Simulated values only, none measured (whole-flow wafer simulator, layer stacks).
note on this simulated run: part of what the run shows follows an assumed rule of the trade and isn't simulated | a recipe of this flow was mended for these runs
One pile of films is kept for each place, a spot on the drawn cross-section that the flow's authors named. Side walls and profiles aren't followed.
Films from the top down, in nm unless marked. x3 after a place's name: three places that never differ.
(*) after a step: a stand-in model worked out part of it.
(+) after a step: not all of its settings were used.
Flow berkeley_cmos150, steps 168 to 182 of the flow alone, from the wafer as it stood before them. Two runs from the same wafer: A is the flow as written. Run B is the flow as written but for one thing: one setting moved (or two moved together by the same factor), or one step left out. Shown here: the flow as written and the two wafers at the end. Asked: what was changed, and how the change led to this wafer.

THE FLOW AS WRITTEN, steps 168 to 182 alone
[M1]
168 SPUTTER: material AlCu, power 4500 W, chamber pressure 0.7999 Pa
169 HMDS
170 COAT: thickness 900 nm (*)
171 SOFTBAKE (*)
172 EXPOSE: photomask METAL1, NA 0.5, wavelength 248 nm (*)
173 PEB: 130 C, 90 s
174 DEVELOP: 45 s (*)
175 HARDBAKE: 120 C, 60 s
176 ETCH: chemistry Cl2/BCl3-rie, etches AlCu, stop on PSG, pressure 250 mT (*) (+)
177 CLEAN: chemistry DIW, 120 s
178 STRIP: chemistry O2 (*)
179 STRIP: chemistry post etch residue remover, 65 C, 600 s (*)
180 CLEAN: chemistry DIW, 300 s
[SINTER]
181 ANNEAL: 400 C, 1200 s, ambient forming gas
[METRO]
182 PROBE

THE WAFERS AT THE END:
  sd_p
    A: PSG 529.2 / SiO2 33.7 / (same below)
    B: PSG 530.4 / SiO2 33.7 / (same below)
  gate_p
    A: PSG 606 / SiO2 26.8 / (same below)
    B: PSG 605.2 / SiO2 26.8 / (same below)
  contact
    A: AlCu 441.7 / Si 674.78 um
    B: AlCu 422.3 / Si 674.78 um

The cause: step 168, SPUTTER: chamber pressure 0.9079 Pa was run, where the flow has chamber pressure 0.7999 Pa.

How the change led to this, step by step:
  168 SPUTTER: material AlCu, power 4500 W, chamber pressure 0.7999 Pa
      field, sd_n, gate_n, m1: A AlCu +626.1 (new film) | B AlCu +595.7 (new film)
      field_p: A AlCu +619.8 (new film) | B AlCu +589.6 (new film)
      (and at 3 more places)
  176 ETCH: chemistry Cl2/BCl3-rie, etches AlCu, stop on PSG, pressure 250 mT (*) (+)
      field, sd_n, gate_n: A AlCu -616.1 (all of it), PSG -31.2 | B AlCu -585.7 (all of it), PSG -31.2
      contact, m1: A thick-KrF-resist -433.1 | B thick-KrF-resist -417.9
      (and at 3 more places)
  178 STRIP: chemistry O2 (*)
      m1: A thick-KrF-resist -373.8 (all of it) | B thick-KrF-resist -389 (all of it)
